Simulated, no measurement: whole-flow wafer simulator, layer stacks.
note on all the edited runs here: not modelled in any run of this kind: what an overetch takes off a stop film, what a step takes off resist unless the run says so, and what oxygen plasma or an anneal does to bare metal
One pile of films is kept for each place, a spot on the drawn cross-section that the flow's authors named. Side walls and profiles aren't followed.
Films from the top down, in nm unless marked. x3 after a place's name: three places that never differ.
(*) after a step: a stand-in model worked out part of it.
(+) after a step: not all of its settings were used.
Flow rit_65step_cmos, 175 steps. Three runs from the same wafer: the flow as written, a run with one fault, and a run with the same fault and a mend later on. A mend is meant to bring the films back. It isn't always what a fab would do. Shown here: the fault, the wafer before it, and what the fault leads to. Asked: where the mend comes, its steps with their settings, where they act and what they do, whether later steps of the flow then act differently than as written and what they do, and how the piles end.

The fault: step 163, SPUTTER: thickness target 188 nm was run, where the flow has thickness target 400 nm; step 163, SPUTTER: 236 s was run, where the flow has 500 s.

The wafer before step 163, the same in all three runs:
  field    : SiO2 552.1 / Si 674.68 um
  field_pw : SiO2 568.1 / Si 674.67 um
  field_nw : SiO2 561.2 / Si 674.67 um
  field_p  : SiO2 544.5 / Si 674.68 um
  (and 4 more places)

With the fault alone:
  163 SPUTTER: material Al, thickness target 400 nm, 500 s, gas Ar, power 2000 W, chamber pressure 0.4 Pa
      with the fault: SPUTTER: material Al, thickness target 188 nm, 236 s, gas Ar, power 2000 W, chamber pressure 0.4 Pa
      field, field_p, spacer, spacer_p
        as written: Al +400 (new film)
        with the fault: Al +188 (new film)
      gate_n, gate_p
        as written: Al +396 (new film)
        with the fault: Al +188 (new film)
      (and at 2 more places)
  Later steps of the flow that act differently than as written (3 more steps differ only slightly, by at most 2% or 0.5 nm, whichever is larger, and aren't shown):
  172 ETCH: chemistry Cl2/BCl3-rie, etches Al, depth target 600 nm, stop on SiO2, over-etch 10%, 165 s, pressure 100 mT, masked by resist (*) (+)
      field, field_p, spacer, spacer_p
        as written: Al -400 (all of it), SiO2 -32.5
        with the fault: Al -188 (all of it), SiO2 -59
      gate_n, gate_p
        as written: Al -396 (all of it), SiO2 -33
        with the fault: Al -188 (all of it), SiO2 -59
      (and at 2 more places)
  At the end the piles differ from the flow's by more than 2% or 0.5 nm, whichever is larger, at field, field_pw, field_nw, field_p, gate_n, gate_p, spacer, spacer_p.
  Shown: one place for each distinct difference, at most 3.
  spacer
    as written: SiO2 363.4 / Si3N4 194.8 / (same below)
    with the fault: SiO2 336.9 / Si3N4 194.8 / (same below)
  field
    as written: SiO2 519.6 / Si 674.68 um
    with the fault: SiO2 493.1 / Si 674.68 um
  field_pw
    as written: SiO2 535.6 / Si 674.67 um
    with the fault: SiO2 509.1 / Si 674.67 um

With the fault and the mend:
  The mend comes after step 164.
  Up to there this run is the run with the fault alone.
  164a ETCH: chemistry al pan, depth target 216.9 nm
      field, field_p, gate_n, gate_p, spacer, spacer_p
        Al -188 (all of it)
      field_pw
        Al -187.9 (all of it)
      field_nw
        Al -187.8 (all of it)
  164b SPUTTER: material Al, thickness target 400 nm, 500 s, gas Ar, power 2000 W, chamber pressure 0.4 Pa (the flow's step 163 once more)
      field, field_pw, field_p, spacer, spacer_p
        Al +400 (new film)
      gate_n, gate_p
        Al +396 (new film)
      field_nw
        Al +397.2 (new film)
  No later step of the flow acts differently than as written at any place that is followed.
  At the end the piles are the same as the flow's at every place that both follow.
